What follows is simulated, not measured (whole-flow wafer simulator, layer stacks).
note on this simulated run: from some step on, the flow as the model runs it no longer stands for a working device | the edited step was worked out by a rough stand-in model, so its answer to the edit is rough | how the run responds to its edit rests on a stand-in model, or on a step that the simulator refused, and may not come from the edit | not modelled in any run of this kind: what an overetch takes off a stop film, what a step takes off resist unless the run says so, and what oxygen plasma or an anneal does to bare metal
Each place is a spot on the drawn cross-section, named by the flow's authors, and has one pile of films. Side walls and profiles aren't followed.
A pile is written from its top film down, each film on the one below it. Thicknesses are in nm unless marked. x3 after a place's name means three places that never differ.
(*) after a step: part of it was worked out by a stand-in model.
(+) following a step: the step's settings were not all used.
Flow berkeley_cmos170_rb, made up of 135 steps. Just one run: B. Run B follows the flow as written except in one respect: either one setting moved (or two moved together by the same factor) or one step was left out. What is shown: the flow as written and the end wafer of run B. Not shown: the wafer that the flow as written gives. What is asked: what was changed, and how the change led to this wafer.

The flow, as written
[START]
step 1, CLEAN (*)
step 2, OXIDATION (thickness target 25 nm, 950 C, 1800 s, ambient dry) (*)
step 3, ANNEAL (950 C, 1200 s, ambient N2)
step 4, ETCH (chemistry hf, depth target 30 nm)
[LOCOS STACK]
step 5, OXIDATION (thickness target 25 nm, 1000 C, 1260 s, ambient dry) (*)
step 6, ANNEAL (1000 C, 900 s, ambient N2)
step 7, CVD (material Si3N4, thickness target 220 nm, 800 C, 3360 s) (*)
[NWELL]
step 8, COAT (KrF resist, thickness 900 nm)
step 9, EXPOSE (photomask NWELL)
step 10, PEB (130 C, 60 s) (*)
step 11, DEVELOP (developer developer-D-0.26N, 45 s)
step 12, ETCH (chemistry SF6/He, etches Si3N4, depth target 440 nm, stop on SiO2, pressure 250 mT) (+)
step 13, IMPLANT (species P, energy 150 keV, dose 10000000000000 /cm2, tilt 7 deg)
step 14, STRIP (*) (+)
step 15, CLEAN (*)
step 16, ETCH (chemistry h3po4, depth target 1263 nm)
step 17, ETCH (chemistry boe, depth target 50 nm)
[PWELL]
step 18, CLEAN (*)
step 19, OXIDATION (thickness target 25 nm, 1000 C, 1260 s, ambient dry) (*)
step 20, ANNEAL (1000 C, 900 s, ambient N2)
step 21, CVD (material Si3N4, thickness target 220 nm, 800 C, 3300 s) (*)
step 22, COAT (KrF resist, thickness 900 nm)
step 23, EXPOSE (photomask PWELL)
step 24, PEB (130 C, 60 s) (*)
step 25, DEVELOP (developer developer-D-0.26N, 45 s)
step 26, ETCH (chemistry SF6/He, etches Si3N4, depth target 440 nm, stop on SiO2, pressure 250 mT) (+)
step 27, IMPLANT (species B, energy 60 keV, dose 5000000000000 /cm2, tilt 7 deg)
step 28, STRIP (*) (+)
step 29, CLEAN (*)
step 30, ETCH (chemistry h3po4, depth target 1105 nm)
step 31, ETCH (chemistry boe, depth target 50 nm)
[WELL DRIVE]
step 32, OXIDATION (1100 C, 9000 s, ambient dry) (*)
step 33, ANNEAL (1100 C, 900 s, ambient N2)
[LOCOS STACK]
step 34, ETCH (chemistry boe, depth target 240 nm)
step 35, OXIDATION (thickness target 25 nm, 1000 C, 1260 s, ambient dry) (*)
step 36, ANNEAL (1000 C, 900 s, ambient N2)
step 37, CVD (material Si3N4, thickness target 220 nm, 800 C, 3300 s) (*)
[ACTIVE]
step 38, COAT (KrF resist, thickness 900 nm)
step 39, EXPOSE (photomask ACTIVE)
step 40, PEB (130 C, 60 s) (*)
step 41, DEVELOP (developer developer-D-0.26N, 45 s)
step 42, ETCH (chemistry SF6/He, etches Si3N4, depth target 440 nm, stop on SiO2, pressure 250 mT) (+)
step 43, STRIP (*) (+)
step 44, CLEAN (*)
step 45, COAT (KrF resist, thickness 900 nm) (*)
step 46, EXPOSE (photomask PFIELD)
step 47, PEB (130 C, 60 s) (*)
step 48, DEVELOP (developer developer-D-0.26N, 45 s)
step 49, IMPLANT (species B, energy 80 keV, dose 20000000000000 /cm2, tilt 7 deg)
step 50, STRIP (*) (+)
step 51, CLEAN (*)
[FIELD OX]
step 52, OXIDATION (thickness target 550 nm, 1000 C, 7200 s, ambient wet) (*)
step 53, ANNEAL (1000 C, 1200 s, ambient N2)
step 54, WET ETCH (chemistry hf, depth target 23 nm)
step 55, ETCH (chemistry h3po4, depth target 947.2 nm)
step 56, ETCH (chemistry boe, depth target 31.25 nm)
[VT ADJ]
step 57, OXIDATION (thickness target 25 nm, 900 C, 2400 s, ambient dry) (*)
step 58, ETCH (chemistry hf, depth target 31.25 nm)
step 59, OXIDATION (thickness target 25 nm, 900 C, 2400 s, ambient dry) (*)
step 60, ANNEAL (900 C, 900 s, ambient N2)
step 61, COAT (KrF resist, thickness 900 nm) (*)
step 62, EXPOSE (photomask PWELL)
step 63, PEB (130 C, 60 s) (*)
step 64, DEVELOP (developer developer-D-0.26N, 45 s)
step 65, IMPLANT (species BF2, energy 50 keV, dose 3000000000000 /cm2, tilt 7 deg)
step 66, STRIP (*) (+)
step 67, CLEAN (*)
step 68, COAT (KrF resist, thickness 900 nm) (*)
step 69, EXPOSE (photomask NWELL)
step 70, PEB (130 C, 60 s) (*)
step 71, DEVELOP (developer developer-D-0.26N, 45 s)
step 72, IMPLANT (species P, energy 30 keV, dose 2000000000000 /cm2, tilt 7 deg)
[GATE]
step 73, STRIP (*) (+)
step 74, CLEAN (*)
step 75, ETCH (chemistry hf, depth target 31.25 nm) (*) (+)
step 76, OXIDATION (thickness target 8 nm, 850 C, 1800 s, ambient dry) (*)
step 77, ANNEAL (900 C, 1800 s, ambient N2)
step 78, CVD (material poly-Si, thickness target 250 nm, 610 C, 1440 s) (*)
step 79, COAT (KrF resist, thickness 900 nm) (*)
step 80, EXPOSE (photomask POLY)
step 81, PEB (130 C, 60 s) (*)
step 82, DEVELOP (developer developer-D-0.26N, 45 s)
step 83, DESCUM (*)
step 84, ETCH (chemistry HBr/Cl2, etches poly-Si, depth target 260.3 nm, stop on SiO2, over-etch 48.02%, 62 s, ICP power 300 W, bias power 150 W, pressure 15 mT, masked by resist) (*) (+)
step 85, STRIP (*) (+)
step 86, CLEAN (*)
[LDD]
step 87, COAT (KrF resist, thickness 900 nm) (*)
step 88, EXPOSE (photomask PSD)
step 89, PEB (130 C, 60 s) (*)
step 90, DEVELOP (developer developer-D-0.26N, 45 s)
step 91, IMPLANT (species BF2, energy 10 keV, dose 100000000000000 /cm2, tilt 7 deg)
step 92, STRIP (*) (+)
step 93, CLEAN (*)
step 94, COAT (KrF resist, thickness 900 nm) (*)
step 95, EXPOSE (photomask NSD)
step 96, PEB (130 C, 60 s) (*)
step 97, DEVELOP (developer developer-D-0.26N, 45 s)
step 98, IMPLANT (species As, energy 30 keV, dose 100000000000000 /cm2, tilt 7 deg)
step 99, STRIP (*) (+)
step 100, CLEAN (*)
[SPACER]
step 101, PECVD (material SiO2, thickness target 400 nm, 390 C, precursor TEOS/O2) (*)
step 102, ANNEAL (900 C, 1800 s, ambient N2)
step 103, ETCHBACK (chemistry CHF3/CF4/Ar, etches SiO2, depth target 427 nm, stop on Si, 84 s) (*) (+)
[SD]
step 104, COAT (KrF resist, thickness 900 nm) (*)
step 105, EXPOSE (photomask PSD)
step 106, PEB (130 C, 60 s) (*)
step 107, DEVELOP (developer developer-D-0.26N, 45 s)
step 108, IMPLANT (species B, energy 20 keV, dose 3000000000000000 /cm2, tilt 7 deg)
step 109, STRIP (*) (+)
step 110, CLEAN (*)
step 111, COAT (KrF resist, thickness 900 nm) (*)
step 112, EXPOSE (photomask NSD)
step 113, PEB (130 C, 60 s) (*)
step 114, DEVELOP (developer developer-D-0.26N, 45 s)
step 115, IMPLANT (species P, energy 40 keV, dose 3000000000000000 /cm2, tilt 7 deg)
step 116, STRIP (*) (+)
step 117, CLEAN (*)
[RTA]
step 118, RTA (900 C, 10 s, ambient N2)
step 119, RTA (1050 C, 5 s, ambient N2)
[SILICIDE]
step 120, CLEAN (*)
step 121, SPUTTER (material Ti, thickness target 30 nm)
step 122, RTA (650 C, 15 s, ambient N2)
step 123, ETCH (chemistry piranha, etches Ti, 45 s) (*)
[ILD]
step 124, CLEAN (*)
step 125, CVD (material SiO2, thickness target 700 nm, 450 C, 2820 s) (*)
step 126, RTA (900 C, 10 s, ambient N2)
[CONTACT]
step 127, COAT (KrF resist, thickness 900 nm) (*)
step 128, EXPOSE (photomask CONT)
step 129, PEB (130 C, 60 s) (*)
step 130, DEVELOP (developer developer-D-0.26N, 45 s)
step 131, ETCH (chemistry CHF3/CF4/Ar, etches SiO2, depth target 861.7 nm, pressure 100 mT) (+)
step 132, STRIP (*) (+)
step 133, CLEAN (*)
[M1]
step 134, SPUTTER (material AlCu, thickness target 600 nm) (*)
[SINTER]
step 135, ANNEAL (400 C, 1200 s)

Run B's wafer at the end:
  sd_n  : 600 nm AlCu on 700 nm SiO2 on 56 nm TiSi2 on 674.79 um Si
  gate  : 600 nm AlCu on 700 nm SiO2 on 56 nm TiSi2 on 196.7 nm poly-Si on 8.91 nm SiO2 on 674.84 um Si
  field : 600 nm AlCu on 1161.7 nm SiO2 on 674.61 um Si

What caused this: step 59, OXIDATION: 990 C was run, though the flow has 900 C.

Step by step, how the change led to this:
  step 59, OXIDATION (thickness target 25 nm, 900 C, 2400 s, ambient dry) (*)
      sd_n, spacer_n, gate, sd_p, spacer_p, gate_p, contact, m1: SiO2 gains 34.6 (new film), Si loses 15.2 (it would be, as written: SiO2 gains 15 (new film), Si loses 6.62)
      field: SiO2 gains 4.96, Si loses 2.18 (it would be, as written: SiO2 gains 1.55, Si loses 0.68)
  step 75, ETCH (chemistry hf, depth target 31.25 nm) (*) (+)
      sd_n, spacer_n, gate, sd_p, spacer_p, gate_p, contact, m1: SiO2 loses 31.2 (it would be, as written: SiO2 loses 15 (all of it))
  step 76, OXIDATION (thickness target 8 nm, 850 C, 1800 s, ambient dry) (*)
      sd_n, spacer_n, gate, sd_p, spacer_p, gate_p, contact, m1: SiO2 gains 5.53, Si loses 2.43 (it would be, as written: SiO2 gains 7.53 (new film), Si loses 3.31)
  step 121, SPUTTER (material Ti, thickness target 30 nm)
      sd_p: Ti gains 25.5 (new film) (it would be, as written: Ti gains 27.1 (new film))
  step 122, RTA (650 C, 15 s, ambient N2)
      sd_p: Ti loses 19.9, TiSi2 C49 gains 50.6 (new film), Si loses 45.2 (it would be, as written: Ti loses 21.1, TiSi first gains 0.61 (new film), TiSi2 C49 gains 52.9 (new film), Si loses 47.6)
  step 126, RTA (900 C, 10 s, ambient N2)
      sd_p: under 1 film: TiSi2 gains 47.7 (new film), TiSi2 C49 loses 50.6 (all of it) (it would be, as written: under 1 film: TiSi2 gains 50.7 (new film), TiSi first loses 0.61 (all of it), TiSi2 C49 loses 52.9 (all of it), Si loses 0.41)
